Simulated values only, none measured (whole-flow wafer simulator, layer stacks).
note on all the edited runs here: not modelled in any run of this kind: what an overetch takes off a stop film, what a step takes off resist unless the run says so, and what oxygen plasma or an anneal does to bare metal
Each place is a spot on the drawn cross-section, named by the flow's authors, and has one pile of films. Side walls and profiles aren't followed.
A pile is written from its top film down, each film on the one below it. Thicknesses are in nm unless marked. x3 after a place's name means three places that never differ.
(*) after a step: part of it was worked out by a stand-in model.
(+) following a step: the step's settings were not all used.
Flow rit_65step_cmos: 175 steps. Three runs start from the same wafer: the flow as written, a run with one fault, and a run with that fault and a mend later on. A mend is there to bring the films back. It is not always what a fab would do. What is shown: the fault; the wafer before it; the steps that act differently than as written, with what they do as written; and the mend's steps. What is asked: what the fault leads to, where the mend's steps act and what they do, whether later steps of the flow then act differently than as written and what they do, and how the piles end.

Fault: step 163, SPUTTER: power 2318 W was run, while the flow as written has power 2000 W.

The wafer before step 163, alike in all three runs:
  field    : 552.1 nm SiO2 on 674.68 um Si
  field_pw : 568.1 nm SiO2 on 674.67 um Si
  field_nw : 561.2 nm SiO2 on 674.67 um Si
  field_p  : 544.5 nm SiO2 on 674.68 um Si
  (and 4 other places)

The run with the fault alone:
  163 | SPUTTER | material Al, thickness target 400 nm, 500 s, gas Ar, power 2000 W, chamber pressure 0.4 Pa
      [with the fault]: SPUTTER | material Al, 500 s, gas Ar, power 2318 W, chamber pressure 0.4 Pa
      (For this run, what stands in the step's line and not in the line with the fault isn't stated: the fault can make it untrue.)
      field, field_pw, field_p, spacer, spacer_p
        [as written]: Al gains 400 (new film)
        [with the fault]: Al gains 463.6 (new film)
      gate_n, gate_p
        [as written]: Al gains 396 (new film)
        [with the fault]: Al gains 456.4 (new film)
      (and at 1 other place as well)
  Steps further on in the flow that do not act as written (3 more steps, not shown, differ only slightly: by at most 2% or 0.5 nm, whichever is larger):
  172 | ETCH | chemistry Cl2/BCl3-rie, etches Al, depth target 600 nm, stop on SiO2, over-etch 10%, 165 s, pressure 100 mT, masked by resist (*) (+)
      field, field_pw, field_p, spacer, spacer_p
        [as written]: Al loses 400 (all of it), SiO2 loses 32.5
        [with the fault]: Al loses 463.6 (all of it), SiO2 loses 24.6
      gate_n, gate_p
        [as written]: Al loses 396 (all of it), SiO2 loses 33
        [with the fault]: Al loses 456.4 (all of it), SiO2 loses 25.5
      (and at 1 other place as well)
  By the end, the piles at spacer, spacer_p depart from the flow's by more than 2% or 0.5 nm, whichever is larger.
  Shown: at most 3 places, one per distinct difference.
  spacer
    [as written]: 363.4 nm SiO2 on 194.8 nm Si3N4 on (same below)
    [with the fault]: 371.4 nm SiO2 on 194.8 nm Si3N4 on (same below)

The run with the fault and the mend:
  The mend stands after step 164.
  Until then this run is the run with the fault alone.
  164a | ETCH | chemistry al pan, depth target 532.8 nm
      field, field_pw, field_nw, field_p, spacer, spacer_p
        Al loses 463.6 (all of it)
      gate_n, gate_p
        Al loses 456.4 (all of it)
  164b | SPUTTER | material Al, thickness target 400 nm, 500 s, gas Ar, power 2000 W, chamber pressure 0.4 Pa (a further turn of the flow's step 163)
      field, field_pw, field_p, spacer, spacer_p
        Al gains 400 (new film)
      gate_n, gate_p
        Al gains 396 (new film)
      field_nw
        Al gains 397.2 (new film)
  Every later step of the flow that is run acts as written at every place that is followed.
  At every place that both follow, the piles at the end match the flow's.
